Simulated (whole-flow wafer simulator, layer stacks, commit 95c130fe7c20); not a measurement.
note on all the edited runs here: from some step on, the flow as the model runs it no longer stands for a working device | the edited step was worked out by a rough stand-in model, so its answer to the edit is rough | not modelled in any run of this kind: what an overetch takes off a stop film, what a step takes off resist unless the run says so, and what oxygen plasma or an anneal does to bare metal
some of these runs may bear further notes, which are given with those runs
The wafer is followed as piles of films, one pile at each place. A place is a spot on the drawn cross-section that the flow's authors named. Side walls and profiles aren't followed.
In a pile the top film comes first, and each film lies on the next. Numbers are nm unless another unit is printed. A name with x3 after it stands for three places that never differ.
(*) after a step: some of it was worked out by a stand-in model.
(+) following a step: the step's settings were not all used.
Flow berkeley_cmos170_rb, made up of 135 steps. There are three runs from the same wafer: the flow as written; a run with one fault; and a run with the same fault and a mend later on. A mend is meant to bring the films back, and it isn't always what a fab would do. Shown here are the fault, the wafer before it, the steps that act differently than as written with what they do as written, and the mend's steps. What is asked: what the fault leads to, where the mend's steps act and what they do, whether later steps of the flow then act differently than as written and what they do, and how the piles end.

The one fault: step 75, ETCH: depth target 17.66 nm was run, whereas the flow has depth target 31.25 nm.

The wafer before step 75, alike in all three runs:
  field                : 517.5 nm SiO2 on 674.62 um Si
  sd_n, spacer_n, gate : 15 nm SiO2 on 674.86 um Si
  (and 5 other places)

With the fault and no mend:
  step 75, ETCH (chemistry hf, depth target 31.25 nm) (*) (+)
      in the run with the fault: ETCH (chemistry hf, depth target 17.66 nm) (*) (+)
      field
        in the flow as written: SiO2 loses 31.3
        in the run with the fault: SiO2 loses 17.7
  Steps later in the flow that act otherwise than as written (23 more steps, not shown, differ only slightly: by at most 2% or 0.5 nm, whichever is larger):
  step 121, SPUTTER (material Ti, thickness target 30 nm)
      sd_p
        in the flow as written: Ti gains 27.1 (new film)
        in the run with the fault: Ti gains 25.4 (new film)
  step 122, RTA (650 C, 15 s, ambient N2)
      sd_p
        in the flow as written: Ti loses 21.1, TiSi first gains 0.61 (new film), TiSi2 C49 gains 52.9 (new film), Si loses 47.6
        in the run with the fault: Ti loses 19.8, TiSi2 C49 gains 50.4 (new film), Si loses 45
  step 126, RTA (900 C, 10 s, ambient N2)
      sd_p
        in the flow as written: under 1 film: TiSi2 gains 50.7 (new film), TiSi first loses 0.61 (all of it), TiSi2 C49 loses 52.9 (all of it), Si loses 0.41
        in the run with the fault: under 1 film: TiSi2 gains 47.5 (new film), TiSi2 C49 loses 50.4 (all of it)
  The piles end different from the flow's at sd_p by more than 2% or 0.5 nm, whichever is larger.
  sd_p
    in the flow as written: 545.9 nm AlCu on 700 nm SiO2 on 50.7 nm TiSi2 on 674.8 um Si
    in the run with the fault: 541.4 nm AlCu on 700 nm SiO2 on 47.5 nm TiSi2 on 674.81 um Si

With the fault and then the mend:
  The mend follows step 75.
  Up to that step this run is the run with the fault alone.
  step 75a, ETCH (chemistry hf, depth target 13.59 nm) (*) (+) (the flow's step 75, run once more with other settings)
      field
        SiO2 loses 13.6
  None of the later steps of the flow differs from how it acts as written, at any place that is followed, by more than 2% or 0.5 nm, whichever is larger.
  The piles end the same as the flow's at every place that both follow.
